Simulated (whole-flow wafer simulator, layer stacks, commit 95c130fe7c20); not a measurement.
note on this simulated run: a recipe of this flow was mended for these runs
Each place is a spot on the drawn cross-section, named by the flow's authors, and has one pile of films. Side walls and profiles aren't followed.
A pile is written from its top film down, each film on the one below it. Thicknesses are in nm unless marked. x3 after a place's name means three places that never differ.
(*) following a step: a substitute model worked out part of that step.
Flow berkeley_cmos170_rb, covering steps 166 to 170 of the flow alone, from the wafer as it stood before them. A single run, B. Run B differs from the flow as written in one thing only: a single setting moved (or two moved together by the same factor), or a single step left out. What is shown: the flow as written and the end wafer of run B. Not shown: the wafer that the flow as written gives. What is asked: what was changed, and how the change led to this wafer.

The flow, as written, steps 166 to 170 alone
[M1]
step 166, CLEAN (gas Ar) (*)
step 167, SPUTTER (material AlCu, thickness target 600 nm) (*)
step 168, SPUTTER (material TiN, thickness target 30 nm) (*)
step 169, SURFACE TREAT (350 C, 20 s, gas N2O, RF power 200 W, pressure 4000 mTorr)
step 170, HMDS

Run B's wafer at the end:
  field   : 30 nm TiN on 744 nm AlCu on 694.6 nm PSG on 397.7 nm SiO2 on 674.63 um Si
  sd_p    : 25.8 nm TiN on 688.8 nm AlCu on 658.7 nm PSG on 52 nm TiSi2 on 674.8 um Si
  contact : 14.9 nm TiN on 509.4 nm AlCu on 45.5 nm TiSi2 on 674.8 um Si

Cause: step 167, SPUTTER: thickness target 744 nm was run, whereas the flow has thickness target 600 nm.
The wafer lets one read it off: field has AlCu 744, and step 167 as written asks for 600 nm.

The path from the change to this, step by step:
  step 167, SPUTTER (material AlCu, thickness target 600 nm) (*)
      field, sd_n, spacer_n, gate, spacer_p, gate_p, m1: +744 AlCu (new film) (as written it would have been: +600 AlCu (new film))
      sd_p: +688.8 AlCu (new film) (as written it would have been: +549.6 AlCu (new film))
      (also at 1 further place)
  step 168, SPUTTER (material TiN, thickness target 30 nm) (*)
      contact: +14.9 TiN (new film) (as written it would have been: +16.3 TiN (new film))
